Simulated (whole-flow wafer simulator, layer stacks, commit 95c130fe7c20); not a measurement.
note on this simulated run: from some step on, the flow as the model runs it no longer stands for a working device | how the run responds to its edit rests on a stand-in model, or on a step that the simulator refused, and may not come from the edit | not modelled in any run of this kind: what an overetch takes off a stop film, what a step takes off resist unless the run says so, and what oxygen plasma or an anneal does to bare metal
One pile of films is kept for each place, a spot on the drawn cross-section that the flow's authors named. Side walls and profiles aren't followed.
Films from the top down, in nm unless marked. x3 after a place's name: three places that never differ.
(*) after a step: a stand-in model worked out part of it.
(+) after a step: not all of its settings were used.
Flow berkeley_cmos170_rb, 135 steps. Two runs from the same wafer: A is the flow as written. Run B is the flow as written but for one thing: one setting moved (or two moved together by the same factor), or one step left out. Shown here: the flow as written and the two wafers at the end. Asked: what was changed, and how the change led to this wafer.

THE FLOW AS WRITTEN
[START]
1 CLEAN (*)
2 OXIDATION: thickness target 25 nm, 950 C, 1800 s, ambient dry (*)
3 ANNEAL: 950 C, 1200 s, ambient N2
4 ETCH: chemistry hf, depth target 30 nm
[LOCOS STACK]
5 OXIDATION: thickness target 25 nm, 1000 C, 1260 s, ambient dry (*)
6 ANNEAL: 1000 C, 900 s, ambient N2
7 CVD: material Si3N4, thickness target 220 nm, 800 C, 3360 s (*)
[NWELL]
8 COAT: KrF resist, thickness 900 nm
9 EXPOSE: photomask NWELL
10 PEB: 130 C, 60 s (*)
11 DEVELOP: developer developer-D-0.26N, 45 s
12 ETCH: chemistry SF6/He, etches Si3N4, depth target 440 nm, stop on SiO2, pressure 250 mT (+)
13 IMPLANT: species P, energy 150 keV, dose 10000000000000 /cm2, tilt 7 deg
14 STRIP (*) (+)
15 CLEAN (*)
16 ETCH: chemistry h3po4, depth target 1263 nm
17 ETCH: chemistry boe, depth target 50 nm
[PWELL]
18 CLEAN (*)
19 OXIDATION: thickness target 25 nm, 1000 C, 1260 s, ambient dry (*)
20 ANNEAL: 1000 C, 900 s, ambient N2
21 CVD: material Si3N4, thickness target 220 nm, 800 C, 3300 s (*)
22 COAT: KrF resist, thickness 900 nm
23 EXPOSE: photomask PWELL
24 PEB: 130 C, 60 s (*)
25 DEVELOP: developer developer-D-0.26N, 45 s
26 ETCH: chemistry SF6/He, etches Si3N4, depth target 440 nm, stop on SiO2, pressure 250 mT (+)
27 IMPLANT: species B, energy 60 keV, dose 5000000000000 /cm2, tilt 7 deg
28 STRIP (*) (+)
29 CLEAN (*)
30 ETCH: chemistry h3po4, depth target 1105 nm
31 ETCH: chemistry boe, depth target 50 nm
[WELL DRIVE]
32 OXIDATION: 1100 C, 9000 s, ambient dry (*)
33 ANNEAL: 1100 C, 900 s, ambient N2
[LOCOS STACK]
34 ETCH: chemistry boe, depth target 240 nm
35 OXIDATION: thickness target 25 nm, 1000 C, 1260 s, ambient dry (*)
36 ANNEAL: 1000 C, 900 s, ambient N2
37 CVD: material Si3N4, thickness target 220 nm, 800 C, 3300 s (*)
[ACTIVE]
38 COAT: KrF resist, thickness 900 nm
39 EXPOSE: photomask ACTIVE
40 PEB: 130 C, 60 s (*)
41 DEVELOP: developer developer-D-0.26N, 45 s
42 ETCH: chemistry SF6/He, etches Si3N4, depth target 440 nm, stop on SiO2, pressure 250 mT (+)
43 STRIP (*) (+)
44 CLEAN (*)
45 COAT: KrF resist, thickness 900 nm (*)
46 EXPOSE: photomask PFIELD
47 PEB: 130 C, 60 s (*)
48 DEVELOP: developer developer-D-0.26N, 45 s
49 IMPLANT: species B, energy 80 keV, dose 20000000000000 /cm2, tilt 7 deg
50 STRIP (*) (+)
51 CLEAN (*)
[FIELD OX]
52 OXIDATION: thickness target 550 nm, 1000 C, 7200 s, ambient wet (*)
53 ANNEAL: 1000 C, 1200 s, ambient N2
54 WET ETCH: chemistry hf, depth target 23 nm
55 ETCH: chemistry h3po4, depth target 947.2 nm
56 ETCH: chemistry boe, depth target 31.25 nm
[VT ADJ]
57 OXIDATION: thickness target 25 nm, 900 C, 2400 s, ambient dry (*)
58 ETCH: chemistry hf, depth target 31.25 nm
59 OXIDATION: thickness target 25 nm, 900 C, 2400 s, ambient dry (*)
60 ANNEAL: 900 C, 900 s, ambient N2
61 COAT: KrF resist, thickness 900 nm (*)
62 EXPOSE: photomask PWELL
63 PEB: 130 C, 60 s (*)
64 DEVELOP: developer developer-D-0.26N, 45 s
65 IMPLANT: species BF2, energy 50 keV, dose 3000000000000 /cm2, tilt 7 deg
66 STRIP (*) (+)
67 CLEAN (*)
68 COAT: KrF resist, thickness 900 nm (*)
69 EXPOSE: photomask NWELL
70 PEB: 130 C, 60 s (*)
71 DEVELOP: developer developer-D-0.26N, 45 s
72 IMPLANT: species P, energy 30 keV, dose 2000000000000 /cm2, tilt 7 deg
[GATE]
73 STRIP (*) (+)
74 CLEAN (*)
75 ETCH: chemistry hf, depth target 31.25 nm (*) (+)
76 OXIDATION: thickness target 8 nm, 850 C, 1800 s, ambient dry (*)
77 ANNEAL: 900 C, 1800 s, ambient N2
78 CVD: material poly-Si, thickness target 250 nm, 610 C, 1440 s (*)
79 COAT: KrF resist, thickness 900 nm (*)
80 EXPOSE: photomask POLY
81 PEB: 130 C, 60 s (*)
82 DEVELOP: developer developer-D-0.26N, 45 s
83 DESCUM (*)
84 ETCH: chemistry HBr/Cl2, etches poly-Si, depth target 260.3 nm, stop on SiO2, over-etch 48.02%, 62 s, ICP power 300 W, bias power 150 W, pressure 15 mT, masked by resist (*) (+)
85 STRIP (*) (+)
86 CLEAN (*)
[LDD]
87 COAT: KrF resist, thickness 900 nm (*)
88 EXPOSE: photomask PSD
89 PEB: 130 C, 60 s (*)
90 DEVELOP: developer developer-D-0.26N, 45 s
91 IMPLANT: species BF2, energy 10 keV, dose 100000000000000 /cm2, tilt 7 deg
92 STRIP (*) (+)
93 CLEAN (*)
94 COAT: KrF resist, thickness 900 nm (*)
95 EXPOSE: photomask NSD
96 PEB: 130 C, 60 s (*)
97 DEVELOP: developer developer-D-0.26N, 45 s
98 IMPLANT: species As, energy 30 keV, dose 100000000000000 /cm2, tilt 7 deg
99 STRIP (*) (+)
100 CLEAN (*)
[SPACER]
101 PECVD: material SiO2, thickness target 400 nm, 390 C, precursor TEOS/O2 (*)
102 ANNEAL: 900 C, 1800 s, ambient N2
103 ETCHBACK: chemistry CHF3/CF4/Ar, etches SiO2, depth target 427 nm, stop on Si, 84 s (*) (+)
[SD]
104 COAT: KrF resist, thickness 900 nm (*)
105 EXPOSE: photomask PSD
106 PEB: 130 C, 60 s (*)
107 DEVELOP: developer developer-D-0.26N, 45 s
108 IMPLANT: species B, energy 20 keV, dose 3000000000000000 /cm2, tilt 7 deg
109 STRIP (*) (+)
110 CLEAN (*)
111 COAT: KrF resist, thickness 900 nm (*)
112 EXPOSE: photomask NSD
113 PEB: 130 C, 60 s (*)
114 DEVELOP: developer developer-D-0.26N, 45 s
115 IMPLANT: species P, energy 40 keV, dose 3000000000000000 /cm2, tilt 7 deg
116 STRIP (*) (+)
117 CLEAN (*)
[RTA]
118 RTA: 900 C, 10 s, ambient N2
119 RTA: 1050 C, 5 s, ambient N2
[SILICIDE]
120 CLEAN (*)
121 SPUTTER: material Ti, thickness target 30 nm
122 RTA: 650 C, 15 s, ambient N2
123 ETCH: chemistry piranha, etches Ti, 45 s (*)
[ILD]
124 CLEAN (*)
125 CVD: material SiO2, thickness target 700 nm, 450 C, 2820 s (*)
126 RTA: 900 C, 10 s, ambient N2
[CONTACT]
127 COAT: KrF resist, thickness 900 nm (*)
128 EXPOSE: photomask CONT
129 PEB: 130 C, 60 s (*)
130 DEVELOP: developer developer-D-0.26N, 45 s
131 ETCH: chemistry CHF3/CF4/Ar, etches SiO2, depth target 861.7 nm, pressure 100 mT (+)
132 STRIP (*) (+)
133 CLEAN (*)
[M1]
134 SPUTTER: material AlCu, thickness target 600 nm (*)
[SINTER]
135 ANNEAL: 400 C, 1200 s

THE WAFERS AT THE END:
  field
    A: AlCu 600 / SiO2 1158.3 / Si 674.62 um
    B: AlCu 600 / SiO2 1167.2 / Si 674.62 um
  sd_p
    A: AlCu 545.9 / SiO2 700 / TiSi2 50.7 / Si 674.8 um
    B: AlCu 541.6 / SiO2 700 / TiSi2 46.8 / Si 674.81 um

The cause: step 54, WET ETCH: depth target 14 nm was run, where the flow has depth target 23 nm.

How the change led to this, step by step:
  54 WET ETCH: chemistry hf, depth target 23 nm
      field: A SiO2 -23 | B SiO2 -14
  121 SPUTTER: material Ti, thickness target 30 nm
      sd_p: A Ti +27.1 (new film) | B Ti +25 (new film)
  122 RTA: 650 C, 15 s, ambient N2
      sd_p: A Ti -21.1, TiSi first +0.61 (new film), TiSi2 C49 +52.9 (new film), Si -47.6 | B Ti -19.5, TiSi2 C49 +49.7 (new film), Si -44.3
  126 RTA: 900 C, 10 s, ambient N2
      sd_p: A under 1 film: TiSi2 +50.7 (new film), TiSi first -0.61 (all of it), TiSi2 C49 -52.9 (all of it), Si -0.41 | B under 1 film: TiSi2 +46.8 (new film), TiSi2 C49 -49.7 (all of it)
